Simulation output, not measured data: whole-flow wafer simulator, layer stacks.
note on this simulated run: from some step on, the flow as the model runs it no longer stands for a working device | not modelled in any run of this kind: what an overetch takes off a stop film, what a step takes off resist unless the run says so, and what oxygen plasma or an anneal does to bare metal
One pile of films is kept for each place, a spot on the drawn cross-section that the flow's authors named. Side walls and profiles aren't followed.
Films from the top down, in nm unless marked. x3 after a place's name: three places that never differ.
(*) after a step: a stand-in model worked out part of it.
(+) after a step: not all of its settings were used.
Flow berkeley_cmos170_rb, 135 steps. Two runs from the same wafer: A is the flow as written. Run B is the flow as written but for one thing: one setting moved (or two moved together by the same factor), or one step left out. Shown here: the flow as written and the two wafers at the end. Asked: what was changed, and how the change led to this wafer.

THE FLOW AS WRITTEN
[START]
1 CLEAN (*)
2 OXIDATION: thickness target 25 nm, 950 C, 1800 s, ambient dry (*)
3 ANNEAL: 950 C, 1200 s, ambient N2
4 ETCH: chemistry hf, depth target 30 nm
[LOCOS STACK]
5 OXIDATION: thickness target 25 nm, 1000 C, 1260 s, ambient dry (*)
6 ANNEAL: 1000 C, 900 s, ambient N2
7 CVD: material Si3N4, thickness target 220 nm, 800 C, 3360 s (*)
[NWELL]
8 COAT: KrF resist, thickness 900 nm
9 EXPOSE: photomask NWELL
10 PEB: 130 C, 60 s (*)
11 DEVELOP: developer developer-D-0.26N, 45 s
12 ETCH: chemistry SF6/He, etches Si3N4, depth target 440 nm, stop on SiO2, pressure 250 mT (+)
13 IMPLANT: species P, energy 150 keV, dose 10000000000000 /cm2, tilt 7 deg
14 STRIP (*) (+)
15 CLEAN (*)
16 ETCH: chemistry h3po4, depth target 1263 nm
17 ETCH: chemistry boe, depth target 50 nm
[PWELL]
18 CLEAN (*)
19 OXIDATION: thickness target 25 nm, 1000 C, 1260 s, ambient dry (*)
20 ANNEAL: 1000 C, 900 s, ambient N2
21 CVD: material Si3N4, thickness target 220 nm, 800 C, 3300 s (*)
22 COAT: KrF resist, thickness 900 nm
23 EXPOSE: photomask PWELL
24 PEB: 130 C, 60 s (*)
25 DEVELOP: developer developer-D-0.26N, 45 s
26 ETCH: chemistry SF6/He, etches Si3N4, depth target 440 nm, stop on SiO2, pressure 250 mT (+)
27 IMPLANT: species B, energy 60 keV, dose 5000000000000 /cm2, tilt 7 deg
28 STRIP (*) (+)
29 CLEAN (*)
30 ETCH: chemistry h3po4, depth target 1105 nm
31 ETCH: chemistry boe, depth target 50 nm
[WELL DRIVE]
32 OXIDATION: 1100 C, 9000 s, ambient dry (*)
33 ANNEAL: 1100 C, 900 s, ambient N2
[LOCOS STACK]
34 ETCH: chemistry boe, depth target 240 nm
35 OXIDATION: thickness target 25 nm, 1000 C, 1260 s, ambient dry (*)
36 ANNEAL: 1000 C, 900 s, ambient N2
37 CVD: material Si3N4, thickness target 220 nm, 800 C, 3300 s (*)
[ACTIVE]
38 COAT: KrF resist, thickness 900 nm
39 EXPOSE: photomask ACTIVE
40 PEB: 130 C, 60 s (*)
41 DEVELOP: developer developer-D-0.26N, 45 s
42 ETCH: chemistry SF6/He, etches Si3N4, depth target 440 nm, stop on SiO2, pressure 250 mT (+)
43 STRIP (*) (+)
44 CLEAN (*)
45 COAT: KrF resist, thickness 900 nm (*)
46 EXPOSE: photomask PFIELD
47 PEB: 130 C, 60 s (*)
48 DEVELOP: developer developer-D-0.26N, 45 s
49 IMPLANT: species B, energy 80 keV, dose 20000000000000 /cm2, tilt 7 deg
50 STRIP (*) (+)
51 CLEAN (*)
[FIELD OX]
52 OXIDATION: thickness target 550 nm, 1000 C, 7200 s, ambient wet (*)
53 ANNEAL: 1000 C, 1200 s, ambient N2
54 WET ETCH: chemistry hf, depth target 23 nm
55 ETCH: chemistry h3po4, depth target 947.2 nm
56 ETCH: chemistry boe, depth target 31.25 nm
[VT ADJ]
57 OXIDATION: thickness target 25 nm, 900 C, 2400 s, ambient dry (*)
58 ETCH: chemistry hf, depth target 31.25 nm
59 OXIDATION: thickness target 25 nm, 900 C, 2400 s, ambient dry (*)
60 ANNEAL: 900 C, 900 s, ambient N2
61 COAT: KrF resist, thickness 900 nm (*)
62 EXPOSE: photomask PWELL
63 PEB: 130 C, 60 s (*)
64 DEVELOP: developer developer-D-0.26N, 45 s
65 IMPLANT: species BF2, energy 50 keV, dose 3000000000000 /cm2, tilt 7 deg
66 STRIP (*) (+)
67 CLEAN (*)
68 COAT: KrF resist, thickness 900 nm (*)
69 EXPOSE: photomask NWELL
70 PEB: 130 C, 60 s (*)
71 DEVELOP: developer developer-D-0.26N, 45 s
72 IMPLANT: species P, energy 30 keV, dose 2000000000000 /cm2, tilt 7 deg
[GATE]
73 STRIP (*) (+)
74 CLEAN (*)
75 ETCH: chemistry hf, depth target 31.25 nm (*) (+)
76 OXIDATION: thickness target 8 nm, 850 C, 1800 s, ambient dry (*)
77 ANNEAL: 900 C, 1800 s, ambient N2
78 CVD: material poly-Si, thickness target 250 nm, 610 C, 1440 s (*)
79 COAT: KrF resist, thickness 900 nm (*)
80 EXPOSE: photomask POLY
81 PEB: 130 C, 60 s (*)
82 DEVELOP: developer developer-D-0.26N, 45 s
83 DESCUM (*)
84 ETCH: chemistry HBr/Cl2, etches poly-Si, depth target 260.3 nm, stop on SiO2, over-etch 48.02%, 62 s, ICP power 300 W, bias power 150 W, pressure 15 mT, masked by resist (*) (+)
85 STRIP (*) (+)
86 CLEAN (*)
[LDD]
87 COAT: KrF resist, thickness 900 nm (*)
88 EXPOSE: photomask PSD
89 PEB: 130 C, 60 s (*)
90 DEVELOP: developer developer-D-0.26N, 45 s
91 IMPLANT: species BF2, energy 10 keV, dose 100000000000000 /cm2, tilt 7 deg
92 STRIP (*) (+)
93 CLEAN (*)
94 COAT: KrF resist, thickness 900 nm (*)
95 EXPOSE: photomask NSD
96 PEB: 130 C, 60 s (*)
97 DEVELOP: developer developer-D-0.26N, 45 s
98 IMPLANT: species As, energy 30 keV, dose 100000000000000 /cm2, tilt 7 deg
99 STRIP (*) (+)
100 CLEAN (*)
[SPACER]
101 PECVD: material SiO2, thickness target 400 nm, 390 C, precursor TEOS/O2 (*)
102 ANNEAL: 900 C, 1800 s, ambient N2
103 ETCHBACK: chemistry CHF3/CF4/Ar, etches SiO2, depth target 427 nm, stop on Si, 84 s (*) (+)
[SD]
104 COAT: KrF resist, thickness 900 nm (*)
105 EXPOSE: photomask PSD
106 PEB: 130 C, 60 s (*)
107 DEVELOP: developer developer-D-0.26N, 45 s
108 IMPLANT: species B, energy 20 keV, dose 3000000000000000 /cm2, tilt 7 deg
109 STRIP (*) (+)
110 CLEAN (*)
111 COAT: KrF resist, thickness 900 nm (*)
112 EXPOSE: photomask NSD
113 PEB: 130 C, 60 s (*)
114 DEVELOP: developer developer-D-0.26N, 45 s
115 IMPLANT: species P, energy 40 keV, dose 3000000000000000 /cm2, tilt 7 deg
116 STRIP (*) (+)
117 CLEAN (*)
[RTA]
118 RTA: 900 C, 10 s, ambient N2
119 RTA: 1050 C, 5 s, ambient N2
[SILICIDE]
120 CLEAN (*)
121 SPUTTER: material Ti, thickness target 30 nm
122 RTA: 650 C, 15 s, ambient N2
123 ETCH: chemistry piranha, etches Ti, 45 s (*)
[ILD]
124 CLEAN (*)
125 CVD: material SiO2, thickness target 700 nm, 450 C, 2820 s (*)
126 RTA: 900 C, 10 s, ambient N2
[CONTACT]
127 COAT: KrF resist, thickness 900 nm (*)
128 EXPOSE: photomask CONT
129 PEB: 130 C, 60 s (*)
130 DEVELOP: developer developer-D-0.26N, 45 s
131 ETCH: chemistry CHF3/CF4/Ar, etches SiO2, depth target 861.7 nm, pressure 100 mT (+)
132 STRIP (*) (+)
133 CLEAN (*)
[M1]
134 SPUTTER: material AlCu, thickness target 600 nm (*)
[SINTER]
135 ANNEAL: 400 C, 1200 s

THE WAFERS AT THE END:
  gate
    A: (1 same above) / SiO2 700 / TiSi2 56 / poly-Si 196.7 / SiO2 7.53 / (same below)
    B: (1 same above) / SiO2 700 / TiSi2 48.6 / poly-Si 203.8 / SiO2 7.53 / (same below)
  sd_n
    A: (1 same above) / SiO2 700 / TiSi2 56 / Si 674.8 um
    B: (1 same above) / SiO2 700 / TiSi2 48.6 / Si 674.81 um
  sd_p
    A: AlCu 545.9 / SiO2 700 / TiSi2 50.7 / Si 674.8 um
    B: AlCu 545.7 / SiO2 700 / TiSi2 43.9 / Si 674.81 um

The cause: step 121, SPUTTER: thickness target 26 nm was run, where the flow has thickness target 30 nm.

How the change led to this, step by step:
  121 SPUTTER: material Ti, thickness target 30 nm
      field, sd_n, spacer_n, gate, spacer_p, gate_p, contact, m1: A Ti +30 (new film) | B Ti +26 (new film)
      sd_p: A Ti +27.1 (new film) | B Ti +23.5 (new film)
  122 RTA: 650 C, 15 s, ambient N2
      sd_n, contact, m1: A Ti -23.4, TiSi first +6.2 (new film), TiSi2 C49 +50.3 (new film), Si -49 | B Ti -20.3, TiSi2 C49 +51.6 (new film), Si -46
      gate, gate_p: A Ti -23.4, TiSi first +6.2 (new film), TiSi2 C49 +50.3 (new film), poly-Si -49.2 | B Ti -20.3, TiSi2 C49 +51.6 (new film), poly-Si -46.2
      (and at 1 more place)
  123 ETCH: chemistry piranha, etches Ti, 45 s (*)
      sd_n, gate, gate_p, contact, m1: A Ti -6.6 (all of it) | B Ti -5.72 (all of it)
      field, spacer_n, spacer_p: A Ti -30 (all of it) | B Ti -26 (all of it)
      (and at 1 more place)
  126 RTA: 900 C, 10 s, ambient N2
      sd_n, contact, m1: A under 1 film: TiSi2 +56 (new film), TiSi first -6.2 (all of it), TiSi2 C49 -50.3 (all of it), Si -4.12 | B under 1 film: TiSi2 +48.6 (new film), TiSi2 C49 -51.6 (all of it)
      gate, gate_p: A under 1 film: TiSi2 +56 (new film), TiSi first -6.2 (all of it), TiSi2 C49 -50.3 (all of it), poly-Si -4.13 | B under 1 film: TiSi2 +48.6 (new film), TiSi2 C49 -51.6 (all of it)
      (and at 1 more place)
